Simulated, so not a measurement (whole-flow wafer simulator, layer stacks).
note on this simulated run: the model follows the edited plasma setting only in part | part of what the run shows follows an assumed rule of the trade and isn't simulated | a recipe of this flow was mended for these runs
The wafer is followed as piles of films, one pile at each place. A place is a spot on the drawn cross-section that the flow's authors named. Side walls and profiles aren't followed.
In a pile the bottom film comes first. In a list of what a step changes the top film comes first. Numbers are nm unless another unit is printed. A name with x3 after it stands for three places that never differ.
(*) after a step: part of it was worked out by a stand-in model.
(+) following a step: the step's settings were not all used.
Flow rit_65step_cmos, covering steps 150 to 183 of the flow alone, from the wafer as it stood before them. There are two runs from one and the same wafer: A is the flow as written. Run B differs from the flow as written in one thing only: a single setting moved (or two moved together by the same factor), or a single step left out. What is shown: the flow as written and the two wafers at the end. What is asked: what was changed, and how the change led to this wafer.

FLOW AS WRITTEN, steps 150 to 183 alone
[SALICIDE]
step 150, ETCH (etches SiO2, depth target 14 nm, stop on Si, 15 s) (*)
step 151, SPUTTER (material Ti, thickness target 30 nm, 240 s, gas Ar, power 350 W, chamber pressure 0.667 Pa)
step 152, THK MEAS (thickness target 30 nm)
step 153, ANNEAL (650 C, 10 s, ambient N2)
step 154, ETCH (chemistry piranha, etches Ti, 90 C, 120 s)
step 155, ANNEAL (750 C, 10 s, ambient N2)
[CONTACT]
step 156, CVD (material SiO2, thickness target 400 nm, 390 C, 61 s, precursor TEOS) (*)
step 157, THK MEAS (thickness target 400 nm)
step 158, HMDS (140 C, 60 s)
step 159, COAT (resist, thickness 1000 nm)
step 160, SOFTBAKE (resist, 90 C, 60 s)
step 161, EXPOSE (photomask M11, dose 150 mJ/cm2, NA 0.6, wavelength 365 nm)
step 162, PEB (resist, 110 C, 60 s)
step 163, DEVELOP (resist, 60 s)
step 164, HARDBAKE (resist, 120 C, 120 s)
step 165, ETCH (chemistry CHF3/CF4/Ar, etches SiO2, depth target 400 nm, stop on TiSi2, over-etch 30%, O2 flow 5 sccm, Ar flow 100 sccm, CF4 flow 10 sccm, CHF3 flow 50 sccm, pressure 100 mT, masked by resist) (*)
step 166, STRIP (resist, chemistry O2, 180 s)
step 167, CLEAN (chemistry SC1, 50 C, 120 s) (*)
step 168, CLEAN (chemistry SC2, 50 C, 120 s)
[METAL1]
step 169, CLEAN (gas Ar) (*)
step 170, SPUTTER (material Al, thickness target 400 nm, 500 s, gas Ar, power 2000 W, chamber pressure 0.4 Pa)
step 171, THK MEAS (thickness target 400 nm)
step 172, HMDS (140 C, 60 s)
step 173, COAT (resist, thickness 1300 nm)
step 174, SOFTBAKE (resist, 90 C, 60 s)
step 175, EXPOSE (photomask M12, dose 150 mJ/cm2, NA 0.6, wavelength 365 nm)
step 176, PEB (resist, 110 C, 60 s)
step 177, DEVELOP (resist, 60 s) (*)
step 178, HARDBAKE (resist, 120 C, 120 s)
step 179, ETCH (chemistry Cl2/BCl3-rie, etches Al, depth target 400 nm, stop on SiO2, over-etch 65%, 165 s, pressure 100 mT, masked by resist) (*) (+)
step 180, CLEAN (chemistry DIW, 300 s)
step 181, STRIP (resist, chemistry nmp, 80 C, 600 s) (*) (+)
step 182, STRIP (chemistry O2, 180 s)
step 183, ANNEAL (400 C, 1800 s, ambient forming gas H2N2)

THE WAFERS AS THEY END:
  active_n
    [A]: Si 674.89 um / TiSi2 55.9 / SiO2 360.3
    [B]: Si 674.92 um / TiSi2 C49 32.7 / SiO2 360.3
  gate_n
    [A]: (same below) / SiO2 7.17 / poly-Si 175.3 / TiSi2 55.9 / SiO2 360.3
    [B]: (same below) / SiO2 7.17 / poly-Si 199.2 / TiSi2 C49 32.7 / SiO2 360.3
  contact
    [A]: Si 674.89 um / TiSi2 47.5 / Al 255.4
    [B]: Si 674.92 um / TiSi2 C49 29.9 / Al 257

Cause: step 151, SPUTTER: power 193 W was run, though the flow has power 350 W.

The path from the change to this, step by step:
  step 151, SPUTTER (material Ti, thickness target 30 nm, 240 s, gas Ar, power 350 W, chamber pressure 0.667 Pa)
      field, field_pw, field_nw and 11 more: A Ti gains 30 (new film) | B Ti gains 16.5 (new film)
  step 153, ANNEAL (650 C, 10 s, ambient N2)
      active_n, active_p, sd_n, sd_p, contact, m1: A Ti loses 23.4, TiSi first gains 15 (new film), TiSi2 C49 gains 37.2 (new film), Si loses 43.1 | B Ti loses 12.9, TiSi2 C49 gains 32.8 (new film), Si loses 29.3
      gate_n, gate_p: A Ti loses 23.4, TiSi first gains 15 (new film), TiSi2 C49 gains 37.2 (new film), poly-Si loses 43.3 | B Ti loses 12.9, TiSi2 C49 gains 32.8 (new film), poly-Si loses 29.4
  step 154, ETCH (chemistry piranha, etches Ti, 90 C, 120 s)
      active_n, active_p, gate_n, gate_p, sd_n, sd_p, contact, m1: A Ti loses 6.6 (all of it), TiSi first loses 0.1 | B Ti loses 3.64 (all of it), TiSi2 C49 loses 0.11
      field, field_pw, field_nw, field_p, spacer, spacer_p: A Ti loses 30 (all of it) | B Ti loses 16.5 (all of it)
  step 155, ANNEAL (750 C, 10 s, ambient N2)
      active_n, active_p, sd_n, sd_p, contact, m1: A TiSi2 gains 55.9 (new film), TiSi first loses 14.9 (all of it), TiSi2 C49 loses 37.2 (all of it), Si loses 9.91 | B nothing
      gate_n, gate_p: A TiSi2 gains 55.9 (new film), TiSi first loses 14.9 (all of it), TiSi2 C49 loses 37.2 (all of it), poly-Si loses 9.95 | B nothing
  step 165, ETCH (chemistry CHF3/CF4/Ar, etches SiO2, depth target 400 nm, stop on TiSi2, over-etch 30%, O2 flow 5 sccm, Ar flow 100 sccm, CF4 flow 10 sccm, CHF3 flow 50 sccm, pressure 100 mT, masked by resist) (*)
      contact: A SiO2 loses 400 (all of it), TiSi2 loses 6 | B SiO2 loses 400 (all of it)
  step 169, CLEAN (gas Ar) (*)
      contact: A TiSi2 loses 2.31 | B TiSi2 C49 loses 2.44
